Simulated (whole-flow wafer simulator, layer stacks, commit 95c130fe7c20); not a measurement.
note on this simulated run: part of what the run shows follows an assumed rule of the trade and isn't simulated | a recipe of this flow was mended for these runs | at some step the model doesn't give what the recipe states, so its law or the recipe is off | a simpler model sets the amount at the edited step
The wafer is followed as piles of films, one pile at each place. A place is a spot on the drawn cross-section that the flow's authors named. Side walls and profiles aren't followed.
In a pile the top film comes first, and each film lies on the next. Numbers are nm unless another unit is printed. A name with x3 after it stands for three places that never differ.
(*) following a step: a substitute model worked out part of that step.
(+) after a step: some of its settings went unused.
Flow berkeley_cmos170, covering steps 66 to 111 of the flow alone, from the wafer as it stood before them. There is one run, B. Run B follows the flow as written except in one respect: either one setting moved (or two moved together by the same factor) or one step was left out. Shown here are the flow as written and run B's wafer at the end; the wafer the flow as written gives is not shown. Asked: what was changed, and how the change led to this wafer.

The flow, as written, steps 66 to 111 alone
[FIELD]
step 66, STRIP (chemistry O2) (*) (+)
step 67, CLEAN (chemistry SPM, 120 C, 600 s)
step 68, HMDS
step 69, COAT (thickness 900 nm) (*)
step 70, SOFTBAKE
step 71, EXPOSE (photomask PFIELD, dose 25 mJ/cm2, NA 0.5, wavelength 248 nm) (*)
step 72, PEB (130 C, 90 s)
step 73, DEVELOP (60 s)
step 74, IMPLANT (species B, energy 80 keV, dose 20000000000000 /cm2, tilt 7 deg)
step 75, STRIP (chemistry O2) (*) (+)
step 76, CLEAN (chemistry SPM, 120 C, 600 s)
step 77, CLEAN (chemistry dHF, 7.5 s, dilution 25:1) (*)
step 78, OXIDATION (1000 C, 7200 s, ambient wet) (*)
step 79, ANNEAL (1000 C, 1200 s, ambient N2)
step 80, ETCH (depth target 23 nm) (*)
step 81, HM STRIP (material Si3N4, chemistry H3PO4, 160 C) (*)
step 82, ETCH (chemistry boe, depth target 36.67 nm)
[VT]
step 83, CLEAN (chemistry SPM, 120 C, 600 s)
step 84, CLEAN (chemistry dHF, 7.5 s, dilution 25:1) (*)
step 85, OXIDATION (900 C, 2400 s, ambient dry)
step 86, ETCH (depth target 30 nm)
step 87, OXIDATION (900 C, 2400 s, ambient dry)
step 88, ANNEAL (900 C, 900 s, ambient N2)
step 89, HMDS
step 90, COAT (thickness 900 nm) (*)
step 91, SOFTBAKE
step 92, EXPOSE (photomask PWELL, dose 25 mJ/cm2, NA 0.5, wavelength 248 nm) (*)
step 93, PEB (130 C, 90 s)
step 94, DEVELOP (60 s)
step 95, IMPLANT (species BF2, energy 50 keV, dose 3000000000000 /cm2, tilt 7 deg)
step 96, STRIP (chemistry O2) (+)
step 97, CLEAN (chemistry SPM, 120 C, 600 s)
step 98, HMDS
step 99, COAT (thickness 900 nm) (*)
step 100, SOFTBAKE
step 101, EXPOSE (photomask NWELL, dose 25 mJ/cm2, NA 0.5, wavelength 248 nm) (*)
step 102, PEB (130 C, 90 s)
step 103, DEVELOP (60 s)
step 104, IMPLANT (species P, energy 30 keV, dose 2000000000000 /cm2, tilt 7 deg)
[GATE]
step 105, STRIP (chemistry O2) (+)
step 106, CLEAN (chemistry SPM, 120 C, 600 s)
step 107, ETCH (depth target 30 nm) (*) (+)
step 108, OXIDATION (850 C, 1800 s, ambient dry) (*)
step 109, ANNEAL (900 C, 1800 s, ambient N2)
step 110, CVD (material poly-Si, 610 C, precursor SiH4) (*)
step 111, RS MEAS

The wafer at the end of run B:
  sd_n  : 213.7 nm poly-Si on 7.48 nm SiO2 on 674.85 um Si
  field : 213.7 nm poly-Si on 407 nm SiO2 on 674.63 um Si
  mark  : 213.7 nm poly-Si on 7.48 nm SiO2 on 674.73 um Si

The reason: step 81, HM STRIP: 171 C was run, while the flow as written has 160 C.

Step by step, how the change led to this:
  step 81, HM STRIP (material Si3N4, chemistry H3PO4, 160 C) (*)
      mark, sd_n, spacer_n and 9 more: chemical SiO2 gains 0.5 (new film), Si3N4 loses 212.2 (all of it), SiO2 loses 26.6 (all of it), Si loses 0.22 (as written it would have been: Si3N4 loses 212.2 (all of it), SiO2 loses 11.1)
      field: SiO2 loses 39.2 (as written it would have been: SiO2 loses 17.7)
  step 82, ETCH (chemistry boe, depth target 36.67 nm)
      mark, sd_n, spacer_n and 9 more: chemical SiO2 loses 0.5 (all of it) (as written it would have been: SiO2 loses 15.5 (all of it))
